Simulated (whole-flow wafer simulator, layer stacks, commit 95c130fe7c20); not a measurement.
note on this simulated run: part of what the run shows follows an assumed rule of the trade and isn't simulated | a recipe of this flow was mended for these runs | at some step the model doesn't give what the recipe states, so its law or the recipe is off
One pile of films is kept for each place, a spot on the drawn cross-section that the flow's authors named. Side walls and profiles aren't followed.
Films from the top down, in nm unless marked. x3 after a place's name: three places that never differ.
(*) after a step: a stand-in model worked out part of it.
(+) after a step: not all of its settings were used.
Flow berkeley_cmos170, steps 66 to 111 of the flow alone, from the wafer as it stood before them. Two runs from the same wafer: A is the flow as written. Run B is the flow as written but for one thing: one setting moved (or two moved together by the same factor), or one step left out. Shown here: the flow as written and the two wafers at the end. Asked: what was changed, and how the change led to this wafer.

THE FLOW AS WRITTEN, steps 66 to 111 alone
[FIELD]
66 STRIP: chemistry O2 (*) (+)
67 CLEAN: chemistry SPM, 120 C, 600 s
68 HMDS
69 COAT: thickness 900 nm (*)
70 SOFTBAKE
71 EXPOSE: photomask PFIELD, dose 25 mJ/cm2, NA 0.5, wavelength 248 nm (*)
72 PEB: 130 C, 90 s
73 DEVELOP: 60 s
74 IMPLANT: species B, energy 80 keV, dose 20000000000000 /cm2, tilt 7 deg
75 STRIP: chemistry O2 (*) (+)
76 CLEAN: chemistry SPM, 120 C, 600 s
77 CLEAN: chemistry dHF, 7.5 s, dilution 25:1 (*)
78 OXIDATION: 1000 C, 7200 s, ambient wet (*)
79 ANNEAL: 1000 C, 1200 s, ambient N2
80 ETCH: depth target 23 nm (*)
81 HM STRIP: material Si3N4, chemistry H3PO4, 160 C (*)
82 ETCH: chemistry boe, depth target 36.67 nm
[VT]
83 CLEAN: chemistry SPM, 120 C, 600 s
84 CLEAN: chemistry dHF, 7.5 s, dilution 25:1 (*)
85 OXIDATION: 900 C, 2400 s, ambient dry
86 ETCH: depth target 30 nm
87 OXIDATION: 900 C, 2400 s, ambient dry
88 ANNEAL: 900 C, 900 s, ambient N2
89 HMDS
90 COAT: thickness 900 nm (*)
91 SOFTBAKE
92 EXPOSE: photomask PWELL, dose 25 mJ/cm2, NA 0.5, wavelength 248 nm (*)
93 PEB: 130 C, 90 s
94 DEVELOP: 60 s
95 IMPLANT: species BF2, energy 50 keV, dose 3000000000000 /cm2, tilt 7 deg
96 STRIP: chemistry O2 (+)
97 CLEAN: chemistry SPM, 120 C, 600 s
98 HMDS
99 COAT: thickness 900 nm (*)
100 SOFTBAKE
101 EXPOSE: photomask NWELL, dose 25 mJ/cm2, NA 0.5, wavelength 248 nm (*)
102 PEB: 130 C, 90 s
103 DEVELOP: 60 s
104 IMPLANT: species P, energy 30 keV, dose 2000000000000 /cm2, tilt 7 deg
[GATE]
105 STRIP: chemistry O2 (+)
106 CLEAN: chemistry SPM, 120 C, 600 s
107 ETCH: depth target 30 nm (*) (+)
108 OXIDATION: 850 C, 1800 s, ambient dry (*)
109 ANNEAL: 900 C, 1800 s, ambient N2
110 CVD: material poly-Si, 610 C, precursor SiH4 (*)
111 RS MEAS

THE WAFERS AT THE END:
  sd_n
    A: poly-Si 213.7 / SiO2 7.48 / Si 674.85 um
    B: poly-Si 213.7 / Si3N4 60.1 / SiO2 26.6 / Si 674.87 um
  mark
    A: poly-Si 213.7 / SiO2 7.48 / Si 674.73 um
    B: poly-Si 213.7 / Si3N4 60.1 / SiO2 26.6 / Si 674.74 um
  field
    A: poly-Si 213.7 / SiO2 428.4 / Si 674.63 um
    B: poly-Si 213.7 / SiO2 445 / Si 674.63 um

The cause: step 81, HM STRIP: 124 C was run, where the flow has 160 C.

How the change led to this, step by step:
  81 HM STRIP: material Si3N4, chemistry H3PO4, 160 C (*)
      mark, sd_n, spacer_n and 9 more: A Si3N4 -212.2 (all of it), SiO2 -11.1 | B Si3N4 -148.5
      field: A SiO2 -17.7 | B SiO2 -0.99
  82 ETCH: chemistry boe, depth target 36.67 nm
      mark, sd_n, spacer_n and 9 more: A SiO2 -15.5 (all of it) | B Si3N4 -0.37
  83 CLEAN: chemistry SPM, 120 C, 600 s
      mark, sd_n, spacer_n and 9 more: A chemical SiO2 +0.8 (new film), Si -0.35 | B nothing
  84 CLEAN: chemistry dHF, 7.5 s, dilution 25:1 (*)
      mark, sd_n, spacer_n and 9 more: A chemical SiO2 -0.8 (all of it) | B Si3N4 -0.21
  85 OXIDATION: 900 C, 2400 s, ambient dry
      mark, sd_n, spacer_n and 9 more: A SiO2 +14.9 (new film), Si -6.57 | B nothing
  86 ETCH: depth target 30 nm
      mark, sd_n, spacer_n and 9 more: A SiO2 -14.9 (all of it) | B Si3N4 -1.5
  87 OXIDATION: 900 C, 2400 s, ambient dry
      mark, sd_n, spacer_n and 9 more: A SiO2 +14.9 (new film), Si -6.57 | B nothing
  90 COAT: thickness 900 nm (*)
      field: A KrF-resist +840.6 (new film) | B KrF-resist +859.8 (new film)
      sd_n: A KrF-resist +1004.6 (new film) | B KrF-resist +970.2 (new film)
      (and at 9 more places)
  94 DEVELOP: 60 s
      field: A KrF-resist -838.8 (all of it) | B KrF-resist -857.8 (all of it)
      sd_n: A KrF-resist -1002.3 (all of it) | B KrF-resist -968 (all of it)
      (and at 6 more places)
  96 STRIP: chemistry O2 (+)
      sd_p: A KrF-resist -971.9 (all of it) | B KrF-resist -943.3 (all of it)
      spacer_p: A KrF-resist -953.7 (all of it) | B KrF-resist -931.6 (all of it)
      (and at 1 more place)
  99 COAT: thickness 900 nm (*)
      field: A KrF-resist +840.6 (new film) | B KrF-resist +859.8 (new film)
      sd_n: A KrF-resist +1004.6 (new film) | B KrF-resist +970.2 (new film)
      (and at 9 more places)
  103 DEVELOP: 60 s
      sd_p: A KrF-resist -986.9 (all of it) | B KrF-resist -958.2 (all of it)
      spacer_p: A KrF-resist -968.6 (all of it) | B KrF-resist -946.6 (all of it)
      (and at 1 more place)
  105 STRIP: chemistry O2 (+)
      field: A KrF-resist -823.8 (all of it) | B KrF-resist -842.9 (all of it)
      sd_n: A KrF-resist -987.4 (all of it) | B KrF-resist -953.1 (all of it)
      (and at 6 more places)
  107 ETCH: depth target 30 nm (*) (+)
      mark, sd_n, spacer_n and 9 more: A SiO2 -14.9 (all of it) | B Si3N4 -1.5
  108 OXIDATION: 850 C, 1800 s, ambient dry (*)
      mark, sd_n, spacer_n and 9 more: A SiO2 +7.48 (new film), Si -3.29 | B nothing
